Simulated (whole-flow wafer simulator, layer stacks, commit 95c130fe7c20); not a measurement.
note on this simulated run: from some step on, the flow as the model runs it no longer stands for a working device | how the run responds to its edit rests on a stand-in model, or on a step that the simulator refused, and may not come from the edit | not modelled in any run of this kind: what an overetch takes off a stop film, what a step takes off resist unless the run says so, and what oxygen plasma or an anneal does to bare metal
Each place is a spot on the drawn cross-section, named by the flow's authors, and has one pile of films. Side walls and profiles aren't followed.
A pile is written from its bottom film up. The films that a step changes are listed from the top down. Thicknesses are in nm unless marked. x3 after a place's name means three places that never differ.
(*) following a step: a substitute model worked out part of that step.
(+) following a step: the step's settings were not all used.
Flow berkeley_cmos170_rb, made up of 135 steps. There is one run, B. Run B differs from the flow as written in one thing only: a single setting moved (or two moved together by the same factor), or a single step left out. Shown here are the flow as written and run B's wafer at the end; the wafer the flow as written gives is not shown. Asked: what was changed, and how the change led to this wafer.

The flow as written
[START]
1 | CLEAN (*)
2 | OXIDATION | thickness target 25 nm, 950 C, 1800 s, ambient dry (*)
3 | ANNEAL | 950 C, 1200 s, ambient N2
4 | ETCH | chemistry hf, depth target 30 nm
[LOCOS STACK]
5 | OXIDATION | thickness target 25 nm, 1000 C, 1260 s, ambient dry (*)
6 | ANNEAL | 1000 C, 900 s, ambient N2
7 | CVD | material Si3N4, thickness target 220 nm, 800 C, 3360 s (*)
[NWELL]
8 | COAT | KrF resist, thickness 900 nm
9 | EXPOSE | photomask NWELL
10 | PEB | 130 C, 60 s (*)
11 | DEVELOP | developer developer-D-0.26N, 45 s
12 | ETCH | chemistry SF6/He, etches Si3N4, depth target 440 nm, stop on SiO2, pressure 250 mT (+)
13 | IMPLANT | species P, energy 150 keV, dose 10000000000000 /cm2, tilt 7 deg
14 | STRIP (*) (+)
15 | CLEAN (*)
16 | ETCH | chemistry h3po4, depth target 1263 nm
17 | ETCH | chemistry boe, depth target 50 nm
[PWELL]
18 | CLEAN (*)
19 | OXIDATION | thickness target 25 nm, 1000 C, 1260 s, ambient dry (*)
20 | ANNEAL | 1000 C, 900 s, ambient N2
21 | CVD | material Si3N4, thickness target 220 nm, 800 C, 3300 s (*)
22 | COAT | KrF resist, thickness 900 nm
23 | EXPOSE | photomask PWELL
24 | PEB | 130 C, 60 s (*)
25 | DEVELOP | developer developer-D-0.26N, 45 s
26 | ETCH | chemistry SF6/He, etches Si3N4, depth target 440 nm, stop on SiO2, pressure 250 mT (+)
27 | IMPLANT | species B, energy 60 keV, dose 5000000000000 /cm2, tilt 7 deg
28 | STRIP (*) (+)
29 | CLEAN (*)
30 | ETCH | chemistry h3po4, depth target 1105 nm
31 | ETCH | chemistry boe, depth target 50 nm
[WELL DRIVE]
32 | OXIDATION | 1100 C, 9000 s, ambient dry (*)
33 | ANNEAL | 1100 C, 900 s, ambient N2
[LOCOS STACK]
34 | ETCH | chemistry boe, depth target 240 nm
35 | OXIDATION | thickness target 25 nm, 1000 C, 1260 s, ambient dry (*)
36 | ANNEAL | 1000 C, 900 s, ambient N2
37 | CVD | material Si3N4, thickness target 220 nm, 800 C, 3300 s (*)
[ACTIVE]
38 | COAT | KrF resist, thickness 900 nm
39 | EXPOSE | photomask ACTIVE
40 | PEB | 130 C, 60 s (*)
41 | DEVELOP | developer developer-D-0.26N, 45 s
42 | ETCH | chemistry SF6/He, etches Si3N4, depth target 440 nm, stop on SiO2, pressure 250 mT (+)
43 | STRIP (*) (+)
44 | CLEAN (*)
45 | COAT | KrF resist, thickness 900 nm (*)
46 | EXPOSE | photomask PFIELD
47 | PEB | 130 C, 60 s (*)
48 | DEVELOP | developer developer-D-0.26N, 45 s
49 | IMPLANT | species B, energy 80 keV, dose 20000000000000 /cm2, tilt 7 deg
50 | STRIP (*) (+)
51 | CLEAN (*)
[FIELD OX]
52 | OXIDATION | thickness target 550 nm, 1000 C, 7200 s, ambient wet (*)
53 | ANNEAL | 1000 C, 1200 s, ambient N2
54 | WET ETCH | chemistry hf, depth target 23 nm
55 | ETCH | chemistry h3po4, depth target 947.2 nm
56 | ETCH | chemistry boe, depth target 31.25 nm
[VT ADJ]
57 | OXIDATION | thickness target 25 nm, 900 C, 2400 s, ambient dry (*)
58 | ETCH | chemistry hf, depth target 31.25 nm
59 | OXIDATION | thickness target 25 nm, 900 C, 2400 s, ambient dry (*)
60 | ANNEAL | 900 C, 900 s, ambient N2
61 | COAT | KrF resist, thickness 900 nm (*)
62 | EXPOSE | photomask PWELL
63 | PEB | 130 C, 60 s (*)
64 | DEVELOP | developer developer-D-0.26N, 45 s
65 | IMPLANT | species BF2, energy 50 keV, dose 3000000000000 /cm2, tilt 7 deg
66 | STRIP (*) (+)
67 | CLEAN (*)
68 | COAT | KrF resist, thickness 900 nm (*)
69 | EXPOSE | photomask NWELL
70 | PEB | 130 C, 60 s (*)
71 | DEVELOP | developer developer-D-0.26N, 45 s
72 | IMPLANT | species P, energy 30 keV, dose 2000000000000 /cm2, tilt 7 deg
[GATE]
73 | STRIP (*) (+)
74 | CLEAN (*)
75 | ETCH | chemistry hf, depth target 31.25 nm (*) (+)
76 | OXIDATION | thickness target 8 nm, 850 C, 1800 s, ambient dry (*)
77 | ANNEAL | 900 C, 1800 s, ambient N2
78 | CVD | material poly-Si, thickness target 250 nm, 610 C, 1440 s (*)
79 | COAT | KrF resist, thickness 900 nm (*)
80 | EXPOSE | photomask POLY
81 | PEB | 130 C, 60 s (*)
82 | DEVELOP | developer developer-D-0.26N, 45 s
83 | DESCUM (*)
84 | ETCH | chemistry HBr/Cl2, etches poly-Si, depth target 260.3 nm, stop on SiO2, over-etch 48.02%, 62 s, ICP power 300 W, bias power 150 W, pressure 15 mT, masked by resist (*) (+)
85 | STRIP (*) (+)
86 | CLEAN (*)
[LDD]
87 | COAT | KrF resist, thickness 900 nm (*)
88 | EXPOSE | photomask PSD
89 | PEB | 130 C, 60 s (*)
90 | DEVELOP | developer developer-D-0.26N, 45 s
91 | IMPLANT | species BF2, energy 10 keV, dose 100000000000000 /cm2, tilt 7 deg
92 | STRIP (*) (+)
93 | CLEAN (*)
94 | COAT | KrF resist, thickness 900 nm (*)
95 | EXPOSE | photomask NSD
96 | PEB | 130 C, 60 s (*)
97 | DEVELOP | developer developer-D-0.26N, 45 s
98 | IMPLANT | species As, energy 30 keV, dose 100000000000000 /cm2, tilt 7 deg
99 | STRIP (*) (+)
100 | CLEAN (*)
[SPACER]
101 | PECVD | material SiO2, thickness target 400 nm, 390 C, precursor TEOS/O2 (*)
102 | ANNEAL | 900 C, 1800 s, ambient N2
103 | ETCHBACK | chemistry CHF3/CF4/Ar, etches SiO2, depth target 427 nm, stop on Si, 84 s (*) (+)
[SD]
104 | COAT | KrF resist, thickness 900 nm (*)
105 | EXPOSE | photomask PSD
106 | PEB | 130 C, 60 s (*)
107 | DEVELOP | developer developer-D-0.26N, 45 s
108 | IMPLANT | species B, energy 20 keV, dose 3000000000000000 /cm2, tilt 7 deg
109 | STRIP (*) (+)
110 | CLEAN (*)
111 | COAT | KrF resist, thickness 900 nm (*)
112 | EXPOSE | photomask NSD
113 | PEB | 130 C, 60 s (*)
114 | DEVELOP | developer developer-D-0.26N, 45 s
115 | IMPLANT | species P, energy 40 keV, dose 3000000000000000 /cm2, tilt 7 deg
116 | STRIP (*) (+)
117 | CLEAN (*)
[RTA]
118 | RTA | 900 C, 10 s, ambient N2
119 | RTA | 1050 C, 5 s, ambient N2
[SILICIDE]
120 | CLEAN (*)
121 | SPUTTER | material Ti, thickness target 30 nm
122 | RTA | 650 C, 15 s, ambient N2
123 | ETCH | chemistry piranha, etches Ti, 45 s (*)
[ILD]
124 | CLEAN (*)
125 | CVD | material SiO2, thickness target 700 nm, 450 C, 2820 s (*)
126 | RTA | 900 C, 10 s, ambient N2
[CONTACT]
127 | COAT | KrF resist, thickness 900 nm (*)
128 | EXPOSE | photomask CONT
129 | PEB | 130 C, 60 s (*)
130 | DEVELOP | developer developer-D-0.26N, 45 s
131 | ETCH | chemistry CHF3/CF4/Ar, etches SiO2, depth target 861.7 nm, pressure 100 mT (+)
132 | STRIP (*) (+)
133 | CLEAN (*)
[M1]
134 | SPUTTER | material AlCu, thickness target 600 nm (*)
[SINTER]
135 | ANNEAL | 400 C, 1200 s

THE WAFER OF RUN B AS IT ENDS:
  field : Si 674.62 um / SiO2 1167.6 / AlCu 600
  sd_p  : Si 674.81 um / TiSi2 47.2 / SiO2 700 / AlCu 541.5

What caused this: step 58, ETCH: depth target 21.88 nm was run, while the flow as written has depth target 31.25 nm.

The path from the change to this, step by step:
  58 | ETCH | chemistry hf, depth target 31.25 nm
      field: -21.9 SiO2 (it would be, as written: -31.2 SiO2)
  121 | SPUTTER | material Ti, thickness target 30 nm
      sd_p: +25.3 Ti (new film) (it would be, as written: +27.1 Ti (new film))
  122 | RTA | 650 C, 15 s, ambient N2
      sd_p: -19.7 Ti, +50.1 TiSi2 C49 (new film), -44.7 Si (it would be, as written: -21.1 Ti, +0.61 TiSi first (new film), +52.9 TiSi2 C49 (new film), -47.6 Si)
  126 | RTA | 900 C, 10 s, ambient N2
      sd_p: under 1 film: +47.2 TiSi2 (new film), -50.1 TiSi2 C49 (all of it) (it would be, as written: under 1 film: +50.7 TiSi2 (new film), -0.61 TiSi first (all of it), -52.9 TiSi2 C49 (all of it), -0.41 Si)
